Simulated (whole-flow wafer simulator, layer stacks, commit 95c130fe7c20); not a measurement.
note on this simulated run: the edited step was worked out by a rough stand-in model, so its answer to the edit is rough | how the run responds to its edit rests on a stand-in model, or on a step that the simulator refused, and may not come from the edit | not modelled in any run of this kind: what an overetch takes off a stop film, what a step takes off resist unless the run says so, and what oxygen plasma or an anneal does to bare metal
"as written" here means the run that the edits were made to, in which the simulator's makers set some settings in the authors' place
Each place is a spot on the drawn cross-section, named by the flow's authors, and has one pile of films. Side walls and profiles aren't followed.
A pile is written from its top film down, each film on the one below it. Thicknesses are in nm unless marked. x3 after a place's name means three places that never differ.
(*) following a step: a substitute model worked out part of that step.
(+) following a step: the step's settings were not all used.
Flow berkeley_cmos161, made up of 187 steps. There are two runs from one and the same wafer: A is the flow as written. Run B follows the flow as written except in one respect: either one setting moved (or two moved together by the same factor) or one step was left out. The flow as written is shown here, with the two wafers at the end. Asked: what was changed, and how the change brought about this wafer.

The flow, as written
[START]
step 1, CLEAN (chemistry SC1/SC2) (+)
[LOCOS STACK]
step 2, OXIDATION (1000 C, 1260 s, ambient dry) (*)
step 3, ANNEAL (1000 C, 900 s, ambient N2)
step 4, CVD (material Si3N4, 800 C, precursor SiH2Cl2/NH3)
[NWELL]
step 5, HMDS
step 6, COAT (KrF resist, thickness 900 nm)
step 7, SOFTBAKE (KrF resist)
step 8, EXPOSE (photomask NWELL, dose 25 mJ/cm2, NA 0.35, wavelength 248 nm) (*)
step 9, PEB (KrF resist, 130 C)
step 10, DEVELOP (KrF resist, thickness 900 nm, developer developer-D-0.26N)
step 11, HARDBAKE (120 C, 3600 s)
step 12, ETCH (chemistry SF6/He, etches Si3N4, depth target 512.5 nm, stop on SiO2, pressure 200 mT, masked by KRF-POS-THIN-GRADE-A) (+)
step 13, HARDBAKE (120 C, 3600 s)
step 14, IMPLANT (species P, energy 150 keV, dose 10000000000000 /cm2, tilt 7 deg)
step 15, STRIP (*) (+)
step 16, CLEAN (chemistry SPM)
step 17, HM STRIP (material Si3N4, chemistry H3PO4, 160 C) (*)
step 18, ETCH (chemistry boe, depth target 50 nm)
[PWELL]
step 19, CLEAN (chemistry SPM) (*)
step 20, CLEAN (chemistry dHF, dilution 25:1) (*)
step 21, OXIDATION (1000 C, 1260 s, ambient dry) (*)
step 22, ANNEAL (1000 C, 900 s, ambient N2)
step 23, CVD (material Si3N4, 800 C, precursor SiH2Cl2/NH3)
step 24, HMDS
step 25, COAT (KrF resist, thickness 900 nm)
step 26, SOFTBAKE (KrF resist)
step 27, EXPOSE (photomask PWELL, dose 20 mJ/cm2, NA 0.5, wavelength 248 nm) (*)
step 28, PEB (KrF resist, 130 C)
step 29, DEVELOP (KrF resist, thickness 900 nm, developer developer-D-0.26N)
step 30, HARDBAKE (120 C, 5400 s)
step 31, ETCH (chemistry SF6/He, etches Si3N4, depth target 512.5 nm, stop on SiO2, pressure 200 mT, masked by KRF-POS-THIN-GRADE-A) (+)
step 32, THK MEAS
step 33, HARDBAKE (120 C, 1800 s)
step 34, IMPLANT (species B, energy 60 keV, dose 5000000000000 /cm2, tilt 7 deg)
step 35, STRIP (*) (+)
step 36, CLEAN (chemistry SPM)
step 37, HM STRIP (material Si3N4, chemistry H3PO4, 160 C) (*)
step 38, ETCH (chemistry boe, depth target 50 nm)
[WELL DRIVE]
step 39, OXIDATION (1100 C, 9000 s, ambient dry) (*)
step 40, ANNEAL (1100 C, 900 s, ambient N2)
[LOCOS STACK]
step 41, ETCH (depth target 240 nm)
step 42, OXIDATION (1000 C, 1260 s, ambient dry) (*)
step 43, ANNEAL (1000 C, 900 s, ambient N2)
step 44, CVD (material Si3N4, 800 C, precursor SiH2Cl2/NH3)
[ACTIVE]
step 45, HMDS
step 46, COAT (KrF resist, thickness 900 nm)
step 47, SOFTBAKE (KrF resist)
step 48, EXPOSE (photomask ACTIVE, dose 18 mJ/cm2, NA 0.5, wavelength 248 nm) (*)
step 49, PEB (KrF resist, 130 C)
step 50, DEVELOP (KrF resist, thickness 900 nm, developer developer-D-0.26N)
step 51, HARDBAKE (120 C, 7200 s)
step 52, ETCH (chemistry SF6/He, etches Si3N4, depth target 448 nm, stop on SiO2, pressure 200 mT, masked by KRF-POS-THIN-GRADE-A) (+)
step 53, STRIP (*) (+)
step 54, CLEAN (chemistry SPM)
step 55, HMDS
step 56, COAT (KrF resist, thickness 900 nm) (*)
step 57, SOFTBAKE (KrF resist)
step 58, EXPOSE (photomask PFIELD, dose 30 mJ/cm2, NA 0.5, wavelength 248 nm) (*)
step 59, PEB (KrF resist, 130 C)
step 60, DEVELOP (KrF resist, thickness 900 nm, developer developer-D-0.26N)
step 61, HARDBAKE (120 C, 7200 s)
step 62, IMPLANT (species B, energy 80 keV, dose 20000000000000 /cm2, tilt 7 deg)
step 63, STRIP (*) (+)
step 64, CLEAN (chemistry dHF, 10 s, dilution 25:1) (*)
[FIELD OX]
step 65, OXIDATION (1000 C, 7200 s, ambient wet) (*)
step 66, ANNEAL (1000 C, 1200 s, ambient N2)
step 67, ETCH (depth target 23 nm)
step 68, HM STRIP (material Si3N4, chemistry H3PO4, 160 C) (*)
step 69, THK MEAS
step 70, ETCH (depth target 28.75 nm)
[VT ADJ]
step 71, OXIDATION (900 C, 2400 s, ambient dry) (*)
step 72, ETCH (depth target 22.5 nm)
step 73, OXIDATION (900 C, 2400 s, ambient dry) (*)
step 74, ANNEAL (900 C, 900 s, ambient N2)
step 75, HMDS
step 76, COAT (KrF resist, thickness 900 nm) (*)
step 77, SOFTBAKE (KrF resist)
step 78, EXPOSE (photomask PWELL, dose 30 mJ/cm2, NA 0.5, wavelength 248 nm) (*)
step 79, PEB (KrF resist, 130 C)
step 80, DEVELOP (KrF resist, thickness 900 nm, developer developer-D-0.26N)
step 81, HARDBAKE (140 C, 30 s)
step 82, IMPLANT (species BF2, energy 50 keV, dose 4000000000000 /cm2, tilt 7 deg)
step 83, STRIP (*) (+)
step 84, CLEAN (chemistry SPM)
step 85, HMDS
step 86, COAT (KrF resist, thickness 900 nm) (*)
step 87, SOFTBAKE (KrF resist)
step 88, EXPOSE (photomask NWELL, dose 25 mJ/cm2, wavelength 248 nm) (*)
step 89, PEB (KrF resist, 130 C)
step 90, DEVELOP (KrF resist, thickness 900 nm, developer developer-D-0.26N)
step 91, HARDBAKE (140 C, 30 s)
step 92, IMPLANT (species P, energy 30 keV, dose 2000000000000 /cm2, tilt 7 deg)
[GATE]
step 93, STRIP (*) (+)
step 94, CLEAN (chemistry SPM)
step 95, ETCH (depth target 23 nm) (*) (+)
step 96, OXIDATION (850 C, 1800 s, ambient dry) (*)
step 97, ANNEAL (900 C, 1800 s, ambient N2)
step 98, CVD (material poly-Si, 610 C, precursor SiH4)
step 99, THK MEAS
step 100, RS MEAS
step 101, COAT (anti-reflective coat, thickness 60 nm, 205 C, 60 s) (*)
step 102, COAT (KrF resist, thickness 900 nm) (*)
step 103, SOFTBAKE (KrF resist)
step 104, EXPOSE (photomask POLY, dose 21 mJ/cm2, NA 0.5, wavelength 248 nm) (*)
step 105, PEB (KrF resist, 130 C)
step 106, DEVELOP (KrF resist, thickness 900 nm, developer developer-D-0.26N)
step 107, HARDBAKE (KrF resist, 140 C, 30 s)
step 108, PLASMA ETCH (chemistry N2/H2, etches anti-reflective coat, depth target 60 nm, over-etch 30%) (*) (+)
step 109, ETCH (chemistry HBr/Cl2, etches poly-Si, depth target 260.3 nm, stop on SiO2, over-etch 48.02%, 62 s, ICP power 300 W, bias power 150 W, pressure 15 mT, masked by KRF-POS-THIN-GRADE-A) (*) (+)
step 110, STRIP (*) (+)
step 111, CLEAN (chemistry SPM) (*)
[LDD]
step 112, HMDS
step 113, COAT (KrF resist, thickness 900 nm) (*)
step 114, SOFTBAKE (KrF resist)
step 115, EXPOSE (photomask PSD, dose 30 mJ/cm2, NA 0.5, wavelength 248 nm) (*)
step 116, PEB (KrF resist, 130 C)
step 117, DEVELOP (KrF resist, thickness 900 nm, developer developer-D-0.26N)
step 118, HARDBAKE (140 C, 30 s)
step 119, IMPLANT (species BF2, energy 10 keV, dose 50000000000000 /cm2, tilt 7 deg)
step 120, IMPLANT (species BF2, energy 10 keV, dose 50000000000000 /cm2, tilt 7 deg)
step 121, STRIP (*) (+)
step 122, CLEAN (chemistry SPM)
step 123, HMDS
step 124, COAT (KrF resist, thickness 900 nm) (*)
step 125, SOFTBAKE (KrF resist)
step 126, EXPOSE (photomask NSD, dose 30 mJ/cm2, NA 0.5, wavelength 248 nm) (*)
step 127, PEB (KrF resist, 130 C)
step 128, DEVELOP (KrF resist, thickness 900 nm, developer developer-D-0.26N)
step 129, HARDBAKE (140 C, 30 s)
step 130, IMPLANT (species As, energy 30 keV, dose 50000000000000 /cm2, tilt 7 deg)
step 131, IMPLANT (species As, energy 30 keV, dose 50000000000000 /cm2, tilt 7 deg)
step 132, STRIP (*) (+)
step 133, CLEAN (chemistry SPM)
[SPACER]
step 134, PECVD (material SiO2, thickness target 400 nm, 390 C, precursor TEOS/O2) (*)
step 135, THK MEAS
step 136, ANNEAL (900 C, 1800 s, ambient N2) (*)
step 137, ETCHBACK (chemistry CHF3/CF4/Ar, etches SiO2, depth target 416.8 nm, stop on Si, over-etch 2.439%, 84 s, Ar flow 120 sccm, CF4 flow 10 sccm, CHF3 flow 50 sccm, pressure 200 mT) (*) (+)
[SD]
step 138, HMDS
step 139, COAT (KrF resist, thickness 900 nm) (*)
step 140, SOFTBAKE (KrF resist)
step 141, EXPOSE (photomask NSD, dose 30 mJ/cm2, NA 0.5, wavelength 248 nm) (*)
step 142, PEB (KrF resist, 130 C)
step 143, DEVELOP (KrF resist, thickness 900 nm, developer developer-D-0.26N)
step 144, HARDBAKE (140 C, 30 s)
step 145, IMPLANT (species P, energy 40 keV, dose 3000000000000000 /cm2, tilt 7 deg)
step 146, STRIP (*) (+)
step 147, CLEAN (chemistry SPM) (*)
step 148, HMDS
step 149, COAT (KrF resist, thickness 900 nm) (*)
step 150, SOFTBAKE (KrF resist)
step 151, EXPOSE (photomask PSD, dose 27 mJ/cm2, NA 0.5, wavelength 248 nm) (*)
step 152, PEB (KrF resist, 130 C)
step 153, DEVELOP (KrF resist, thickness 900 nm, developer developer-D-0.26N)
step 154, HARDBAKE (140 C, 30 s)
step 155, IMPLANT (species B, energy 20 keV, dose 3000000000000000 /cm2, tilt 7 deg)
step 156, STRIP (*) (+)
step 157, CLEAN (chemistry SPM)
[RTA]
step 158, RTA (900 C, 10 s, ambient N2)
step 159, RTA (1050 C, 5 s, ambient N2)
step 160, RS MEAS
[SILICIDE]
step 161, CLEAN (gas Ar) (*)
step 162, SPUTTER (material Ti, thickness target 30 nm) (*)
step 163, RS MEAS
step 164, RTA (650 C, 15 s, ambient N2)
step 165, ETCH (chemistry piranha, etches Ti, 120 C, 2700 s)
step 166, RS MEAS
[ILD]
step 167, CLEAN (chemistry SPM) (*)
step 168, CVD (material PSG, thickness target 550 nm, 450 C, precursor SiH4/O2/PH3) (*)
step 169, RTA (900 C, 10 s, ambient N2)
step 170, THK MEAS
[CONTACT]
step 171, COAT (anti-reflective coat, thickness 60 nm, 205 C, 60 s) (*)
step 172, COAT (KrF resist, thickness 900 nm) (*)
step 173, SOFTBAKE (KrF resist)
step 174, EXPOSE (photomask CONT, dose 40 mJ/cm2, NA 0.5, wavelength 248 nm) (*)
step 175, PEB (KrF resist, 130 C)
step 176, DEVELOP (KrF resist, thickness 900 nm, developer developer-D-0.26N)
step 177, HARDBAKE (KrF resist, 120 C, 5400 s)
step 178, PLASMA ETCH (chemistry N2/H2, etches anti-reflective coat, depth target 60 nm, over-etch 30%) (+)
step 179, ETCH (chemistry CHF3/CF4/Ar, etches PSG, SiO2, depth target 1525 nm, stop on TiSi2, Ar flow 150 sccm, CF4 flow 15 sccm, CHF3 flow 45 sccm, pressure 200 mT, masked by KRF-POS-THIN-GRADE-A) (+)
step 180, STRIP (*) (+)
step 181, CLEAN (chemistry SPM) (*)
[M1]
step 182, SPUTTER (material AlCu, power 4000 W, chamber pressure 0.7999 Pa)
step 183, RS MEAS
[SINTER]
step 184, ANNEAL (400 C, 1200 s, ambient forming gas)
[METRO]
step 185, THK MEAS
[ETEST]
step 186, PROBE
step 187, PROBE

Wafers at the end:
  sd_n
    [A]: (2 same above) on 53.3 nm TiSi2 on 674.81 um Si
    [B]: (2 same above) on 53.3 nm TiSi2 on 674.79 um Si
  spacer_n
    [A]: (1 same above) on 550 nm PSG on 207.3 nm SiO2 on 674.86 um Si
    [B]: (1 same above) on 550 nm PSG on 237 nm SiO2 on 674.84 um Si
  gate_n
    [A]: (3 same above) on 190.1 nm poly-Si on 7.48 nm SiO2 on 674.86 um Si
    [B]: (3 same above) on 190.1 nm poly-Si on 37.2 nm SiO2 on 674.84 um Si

The reason: step 42, OXIDATION: 1200 C was run, while the flow as written has 1000 C.

The path from the change to this, step by step:
  step 42, OXIDATION (1000 C, 1260 s, ambient dry) (*)
      field, sd_n, spacer_n and 6 more: A SiO2 gains 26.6 (new film), Si loses 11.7 | B SiO2 gains 100.7 (new film), Si loses 44.3
  step 65, OXIDATION (1000 C, 7200 s, ambient wet) (*)
      sd_n, sd_p: A SiO2 gains 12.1 (new film), Si3N4 loses 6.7, SiO2 gains 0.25, Si loses 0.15 | B SiO2 gains 12.1 (new film), Si3N4 loses 6.7
      field: A SiO2 gains 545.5, Si loses 240 | B SiO2 gains 497.9, Si loses 219.1
  step 70, ETCH (depth target 28.75 nm)
      spacer_n, gate_n, spacer_p, gate_p, contact, m1: A SiO2 loses 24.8 (all of it) | B SiO2 loses 28.8
      sd_n, sd_p: A SiO2 loses 25 (all of it) | B SiO2 loses 28.8
  step 71, OXIDATION (900 C, 2400 s, ambient dry) (*)
      sd_n, spacer_n, gate_n, sd_p, spacer_p, gate_p, contact, m1: A SiO2 gains 14.9 (new film), Si loses 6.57 | B SiO2 gains 5.01, Si loses 2.21
  step 72, ETCH (depth target 22.5 nm)
      sd_n, spacer_n, gate_n, sd_p, spacer_p, gate_p, contact, m1: A SiO2 loses 14.9 (all of it) | B SiO2 loses 22.5
  step 73, OXIDATION (900 C, 2400 s, ambient dry) (*)
      sd_n, spacer_n, gate_n, sd_p, spacer_p, gate_p, contact, m1: A SiO2 gains 14.9 (new film), Si loses 6.57 | B SiO2 gains 5.5, Si loses 2.42
  step 95, ETCH (depth target 23 nm) (*) (+)
      sd_n, spacer_n, gate_n, sd_p, spacer_p, gate_p, contact, m1: A SiO2 loses 14.9 (all of it) | B SiO2 loses 23
  step 96, OXIDATION (850 C, 1800 s, ambient dry) (*)
      sd_n, spacer_n, gate_n, sd_p, spacer_p, gate_p, contact, m1: A SiO2 gains 7.48 (new film), Si loses 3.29 | B SiO2 gains 2.05, Si loses 0.9
  step 101, COAT (anti-reflective coat, thickness 60 nm, 205 C, 60 s) (*)
      sd_n: A anti-reflective coat gains 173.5 (new film) | B anti-reflective coat gains 179.2 (new film)
      spacer_n: A anti-reflective coat gains 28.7 (new film) | B anti-reflective coat gains 27 (new film)
      (also at 3 further places)
  step 108, PLASMA ETCH (chemistry N2/H2, etches anti-reflective coat, depth target 60 nm, over-etch 30%) (*) (+)
      sd_n: A anti-reflective coat loses 173.5 (all of it), poly-Si loses 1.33 | B anti-reflective coat loses 179.2 (all of it), poly-Si loses 1.38
      spacer_n: A anti-reflective coat loses 28.7 (all of it), poly-Si loses 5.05 | B anti-reflective coat loses 27 (all of it), poly-Si loses 5.28
      (also at 1 further place)
  step 110, STRIP (*) (+)
      gate_n: A chemical SiO2 gains 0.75 (new film), KrF resist loses 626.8 (all of it), anti-reflective coat loses 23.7 (all of it), poly-Si loses 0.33 | B chemical SiO2 gains 0.75 (new film), KrF resist loses 631.1 (all of it), anti-reflective coat loses 22.7 (all of it), poly-Si loses 0.33
      gate_p: A chemical SiO2 gains 0.75 (new film), KrF resist loses 598.2 (all of it), anti-reflective coat loses 27.9 (all of it), poly-Si loses 0.33 | B chemical SiO2 gains 0.75 (new film), KrF resist loses 600.8 (all of it), anti-reflective coat loses 27.3 (all of it), poly-Si loses 0.33
  step 137, ETCHBACK (chemistry CHF3/CF4/Ar, etches SiO2, depth target 416.8 nm, stop on Si, over-etch 2.439%, 84 s, Ar flow 120 sccm, CF4 flow 10 sccm, CHF3 flow 50 sccm, pressure 200 mT) (*) (+)
      sd_n: A SiO2 loses 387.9 (all of it) | B SiO2 loses 417.7 (all of it)
      sd_p: A SiO2 loses 373.4 (all of it) | B SiO2 loses 402.4 (all of it)
      (also at 2 further places)
  step 139, COAT (KrF resist, thickness 900 nm) (*)
      sd_n: A KrF resist gains 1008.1 (new film) | B KrF resist gains 1030.2 (new film)
  step 143, DEVELOP (KrF resist, thickness 900 nm, developer developer-D-0.26N)
      sd_n: A KrF resist loses 1006.5 (all of it) | B KrF resist loses 1028.5 (all of it)
  step 149, COAT (KrF resist, thickness 900 nm) (*)
      sd_n: A KrF resist gains 1007.8 (new film) | B KrF resist gains 1029.9 (new film)
  step 154, HARDBAKE (140 C, 30 s)
      sd_n: A KrF resist loses 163 | B KrF resist loses 166.6
  ... 4 further steps ...
  step 182, SPUTTER (material AlCu, power 4000 W, chamber pressure 0.7999 Pa)
      sd_p: A AlCu gains 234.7 (new film) | B AlCu gains 225.9 (new film)
